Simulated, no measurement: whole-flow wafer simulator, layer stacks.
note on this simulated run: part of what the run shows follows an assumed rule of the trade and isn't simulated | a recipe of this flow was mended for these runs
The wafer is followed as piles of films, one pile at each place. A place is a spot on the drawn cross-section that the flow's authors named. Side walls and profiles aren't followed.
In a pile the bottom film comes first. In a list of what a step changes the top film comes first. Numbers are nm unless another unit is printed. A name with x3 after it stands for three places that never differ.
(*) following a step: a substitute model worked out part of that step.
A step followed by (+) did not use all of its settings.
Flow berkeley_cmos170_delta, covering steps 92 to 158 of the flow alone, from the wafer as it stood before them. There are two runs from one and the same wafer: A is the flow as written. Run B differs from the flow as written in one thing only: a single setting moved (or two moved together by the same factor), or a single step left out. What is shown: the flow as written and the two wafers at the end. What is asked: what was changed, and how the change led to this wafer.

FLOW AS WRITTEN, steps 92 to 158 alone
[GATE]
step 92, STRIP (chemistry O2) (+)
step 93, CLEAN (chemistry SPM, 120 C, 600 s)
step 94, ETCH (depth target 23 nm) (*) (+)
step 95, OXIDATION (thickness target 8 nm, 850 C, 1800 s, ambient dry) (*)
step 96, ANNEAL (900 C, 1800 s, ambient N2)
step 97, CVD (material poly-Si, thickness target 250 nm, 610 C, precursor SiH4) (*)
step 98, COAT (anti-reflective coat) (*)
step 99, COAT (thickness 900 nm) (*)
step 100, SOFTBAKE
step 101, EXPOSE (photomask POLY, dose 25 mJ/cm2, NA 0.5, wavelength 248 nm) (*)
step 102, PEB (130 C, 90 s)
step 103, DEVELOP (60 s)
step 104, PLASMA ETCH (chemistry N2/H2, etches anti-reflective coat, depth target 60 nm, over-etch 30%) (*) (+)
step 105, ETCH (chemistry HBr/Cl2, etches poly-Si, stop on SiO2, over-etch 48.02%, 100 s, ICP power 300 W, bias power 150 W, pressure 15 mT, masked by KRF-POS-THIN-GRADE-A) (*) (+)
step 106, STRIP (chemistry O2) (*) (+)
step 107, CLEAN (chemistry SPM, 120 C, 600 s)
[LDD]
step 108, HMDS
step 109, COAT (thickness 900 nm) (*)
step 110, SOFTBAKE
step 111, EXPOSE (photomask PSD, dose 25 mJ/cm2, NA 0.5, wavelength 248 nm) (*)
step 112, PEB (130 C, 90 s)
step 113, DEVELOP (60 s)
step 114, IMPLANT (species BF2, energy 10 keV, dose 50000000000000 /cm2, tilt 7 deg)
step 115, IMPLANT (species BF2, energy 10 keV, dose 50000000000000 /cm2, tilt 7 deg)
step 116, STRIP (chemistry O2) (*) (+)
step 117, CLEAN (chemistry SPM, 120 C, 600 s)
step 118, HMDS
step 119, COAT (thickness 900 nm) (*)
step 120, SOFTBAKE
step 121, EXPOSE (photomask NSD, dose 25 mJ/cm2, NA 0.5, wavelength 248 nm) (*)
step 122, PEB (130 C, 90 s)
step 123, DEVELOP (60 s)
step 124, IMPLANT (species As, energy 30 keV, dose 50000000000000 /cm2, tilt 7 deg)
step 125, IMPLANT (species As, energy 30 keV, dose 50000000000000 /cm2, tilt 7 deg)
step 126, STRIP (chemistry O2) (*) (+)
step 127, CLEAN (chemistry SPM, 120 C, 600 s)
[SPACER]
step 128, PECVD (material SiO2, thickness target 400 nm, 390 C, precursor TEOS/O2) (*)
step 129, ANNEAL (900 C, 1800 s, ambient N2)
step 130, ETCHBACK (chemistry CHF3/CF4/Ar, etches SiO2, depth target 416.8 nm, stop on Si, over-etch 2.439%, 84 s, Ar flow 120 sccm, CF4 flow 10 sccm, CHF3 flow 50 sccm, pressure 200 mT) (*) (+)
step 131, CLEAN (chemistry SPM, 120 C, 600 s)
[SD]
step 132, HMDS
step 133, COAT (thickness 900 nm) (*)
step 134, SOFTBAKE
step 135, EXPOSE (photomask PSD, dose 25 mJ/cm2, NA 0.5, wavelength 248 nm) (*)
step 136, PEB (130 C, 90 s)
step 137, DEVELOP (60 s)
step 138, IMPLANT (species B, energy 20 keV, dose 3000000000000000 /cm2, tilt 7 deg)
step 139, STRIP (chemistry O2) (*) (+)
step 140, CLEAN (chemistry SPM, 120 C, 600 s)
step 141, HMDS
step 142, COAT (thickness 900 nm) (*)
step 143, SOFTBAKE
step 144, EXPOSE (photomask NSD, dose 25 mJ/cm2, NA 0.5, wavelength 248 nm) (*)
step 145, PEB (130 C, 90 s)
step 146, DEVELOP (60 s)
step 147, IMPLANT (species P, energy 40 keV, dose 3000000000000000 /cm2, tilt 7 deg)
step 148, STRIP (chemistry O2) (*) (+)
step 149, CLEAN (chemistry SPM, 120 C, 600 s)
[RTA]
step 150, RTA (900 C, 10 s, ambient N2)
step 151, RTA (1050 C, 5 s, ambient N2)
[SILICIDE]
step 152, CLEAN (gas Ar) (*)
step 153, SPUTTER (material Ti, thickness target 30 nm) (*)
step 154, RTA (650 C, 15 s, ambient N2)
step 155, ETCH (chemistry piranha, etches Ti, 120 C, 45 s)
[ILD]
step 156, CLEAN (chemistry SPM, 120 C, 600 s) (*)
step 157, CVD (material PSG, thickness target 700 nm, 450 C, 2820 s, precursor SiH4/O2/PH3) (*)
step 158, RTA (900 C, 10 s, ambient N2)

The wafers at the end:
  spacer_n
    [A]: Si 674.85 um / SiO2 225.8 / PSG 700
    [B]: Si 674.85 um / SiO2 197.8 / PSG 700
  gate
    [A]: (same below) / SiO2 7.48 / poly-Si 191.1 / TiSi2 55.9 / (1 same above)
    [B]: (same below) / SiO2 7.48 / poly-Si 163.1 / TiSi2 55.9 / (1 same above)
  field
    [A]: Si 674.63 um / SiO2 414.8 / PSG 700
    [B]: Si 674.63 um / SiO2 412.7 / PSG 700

The reason: step 97, CVD: thickness target 222 nm was run, though the flow has thickness target 250 nm.

Step by step, how the change led to this:
  step 97, CVD (material poly-Si, thickness target 250 nm, 610 C, precursor SiH4) (*)
      field, sd_n, spacer_n and 6 more: A poly-Si gains 250 (new film) | B poly-Si gains 222 (new film)
  step 105, ETCH (chemistry HBr/Cl2, etches poly-Si, stop on SiO2, over-etch 48.02%, 100 s, ICP power 300 W, bias power 150 W, pressure 15 mT, masked by KRF-POS-THIN-GRADE-A) (*) (+)
      field: A poly-Si loses 245.4 (all of it), SiO2 loses 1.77 | B poly-Si loses 217.4 (all of it), SiO2 loses 3.93
      sd_n: A poly-Si loses 248.7 (all of it), SiO2 loses 1.52 | B poly-Si loses 220.7 (all of it), SiO2 loses 3.67
      (as well as at 5 more places)
  step 109, COAT (thickness 900 nm) (*)
      gate: A KrF-resist gains 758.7 (new film) | B KrF-resist gains 780.6 (new film)
      gate_p: A KrF-resist gains 754.5 (new film) | B KrF-resist gains 776.4 (new film)
  step 113, DEVELOP (60 s)
      gate_p: A KrF-resist loses 752.9 (all of it) | B KrF-resist loses 774.7 (all of it)
  step 116, STRIP (chemistry O2) (*) (+)
      gate: A KrF-resist loses 742.2 (all of it), chemical SiO2 gains 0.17 | B KrF-resist loses 764 (all of it), chemical SiO2 gains 0.17
  step 119, COAT (thickness 900 nm) (*)
      gate: A KrF-resist gains 758 (new film) | B KrF-resist gains 780.5 (new film)
      gate_p: A KrF-resist gains 753.6 (new film) | B KrF-resist gains 776.2 (new film)
  step 123, DEVELOP (60 s)
      gate: A KrF-resist loses 756.3 (all of it) | B KrF-resist loses 778.9 (all of it)
  step 126, STRIP (chemistry O2) (*) (+)
      gate_p: A KrF-resist loses 737.1 (all of it), chemical SiO2 gains 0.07 | B KrF-resist loses 759.6 (all of it), chemical SiO2 gains 0.07
  step 130, ETCHBACK (chemistry CHF3/CF4/Ar, etches SiO2, depth target 416.8 nm, stop on Si, over-etch 2.439%, 84 s, Ar flow 120 sccm, CF4 flow 10 sccm, CHF3 flow 50 sccm, pressure 200 mT) (*) (+)
      spacer_n, spacer_p: A SiO2 loses 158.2 | B SiO2 loses 184.1
  step 133, COAT (thickness 900 nm) (*)
      spacer_n: A KrF-resist gains 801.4 (new film) | B KrF-resist gains 821.5 (new film)
      gate: A KrF-resist gains 780.9 (new film) | B KrF-resist gains 800.4 (new film)
      (as well as at 2 more places)
  step 137, DEVELOP (60 s)
      spacer_p: A KrF-resist loses 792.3 (all of it) | B KrF-resist loses 812.3 (all of it)
      gate_p: A KrF-resist loses 771.7 (all of it) | B KrF-resist loses 791.2 (all of it)
  step 139, STRIP (chemistry O2) (*) (+)
      spacer_n: A KrF-resist loses 784.8 (all of it) | B KrF-resist loses 804.7 (all of it)
      gate: A KrF-resist loses 764.3 (all of it), chemical SiO2 gains 0.17, poly-Si loses 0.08 | B KrF-resist loses 783.7 (all of it), chemical SiO2 gains 0.17, poly-Si loses 0.08
  step 142, COAT (thickness 900 nm) (*)
      spacer_n: A KrF-resist gains 801.5 (new film) | B KrF-resist gains 821.5 (new film)
      gate: A KrF-resist gains 780.9 (new film) | B KrF-resist gains 800.4 (new film)
      (as well as at 2 more places)
  step 146, DEVELOP (60 s)
      spacer_n: A KrF-resist loses 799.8 (all of it) | B KrF-resist loses 819.7 (all of it)
      gate: A KrF-resist loses 779.2 (all of it) | B KrF-resist loses 798.6 (all of it)
  step 148, STRIP (chemistry O2) (*) (+)
      spacer_p: A KrF-resist loses 777.5 (all of it) | B KrF-resist loses 797.5 (all of it)
      gate_p: A KrF-resist loses 756.6 (all of it), chemical SiO2 gains 0.07 | B KrF-resist loses 776.1 (all of it), chemical SiO2 gains 0.07
